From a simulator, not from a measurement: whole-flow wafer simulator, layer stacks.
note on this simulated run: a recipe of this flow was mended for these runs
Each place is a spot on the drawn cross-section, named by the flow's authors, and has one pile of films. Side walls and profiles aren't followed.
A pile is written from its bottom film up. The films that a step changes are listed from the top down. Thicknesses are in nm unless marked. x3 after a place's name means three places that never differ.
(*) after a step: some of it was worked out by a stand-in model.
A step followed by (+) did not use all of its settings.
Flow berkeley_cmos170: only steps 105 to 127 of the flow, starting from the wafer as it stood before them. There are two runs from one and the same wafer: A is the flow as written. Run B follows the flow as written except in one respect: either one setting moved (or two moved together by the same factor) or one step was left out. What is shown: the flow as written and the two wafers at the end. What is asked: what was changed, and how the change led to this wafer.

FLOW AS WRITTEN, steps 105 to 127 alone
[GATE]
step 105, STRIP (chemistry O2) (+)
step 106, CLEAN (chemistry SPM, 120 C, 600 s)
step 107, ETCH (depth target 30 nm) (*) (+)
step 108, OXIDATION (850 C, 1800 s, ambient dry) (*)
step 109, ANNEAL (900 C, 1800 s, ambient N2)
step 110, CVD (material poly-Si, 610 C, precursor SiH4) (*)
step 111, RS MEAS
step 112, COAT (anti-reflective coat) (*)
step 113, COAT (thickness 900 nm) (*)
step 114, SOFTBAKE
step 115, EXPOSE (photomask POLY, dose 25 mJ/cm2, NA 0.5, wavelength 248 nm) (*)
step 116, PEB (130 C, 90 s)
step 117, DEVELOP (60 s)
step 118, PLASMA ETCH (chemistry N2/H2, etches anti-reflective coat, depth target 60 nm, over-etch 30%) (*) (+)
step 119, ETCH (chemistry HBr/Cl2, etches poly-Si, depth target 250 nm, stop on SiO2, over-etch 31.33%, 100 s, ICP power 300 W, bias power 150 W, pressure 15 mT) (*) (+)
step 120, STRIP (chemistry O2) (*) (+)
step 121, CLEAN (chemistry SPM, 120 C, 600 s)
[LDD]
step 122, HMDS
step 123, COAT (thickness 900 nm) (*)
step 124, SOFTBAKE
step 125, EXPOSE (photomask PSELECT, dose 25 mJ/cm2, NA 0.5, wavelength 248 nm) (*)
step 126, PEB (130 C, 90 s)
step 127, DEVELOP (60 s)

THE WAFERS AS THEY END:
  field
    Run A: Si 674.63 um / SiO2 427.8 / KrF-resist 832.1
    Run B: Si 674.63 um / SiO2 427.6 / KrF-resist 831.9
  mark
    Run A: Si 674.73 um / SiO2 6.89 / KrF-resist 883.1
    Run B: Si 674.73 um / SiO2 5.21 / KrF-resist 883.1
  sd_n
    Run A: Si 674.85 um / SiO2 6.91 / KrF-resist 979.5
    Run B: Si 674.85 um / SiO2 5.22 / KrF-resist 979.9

What caused this: step 108, OXIDATION: 1152 s was run, whereas the flow has 1800 s.

Step by step, how the change led to this:
  step 108, OXIDATION (850 C, 1800 s, ambient dry) (*)
      mark, sd_n, spacer_n and 9 more: A +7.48 SiO2 (new film), -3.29 Si | B +5.8 SiO2 (new film), -2.55 Si
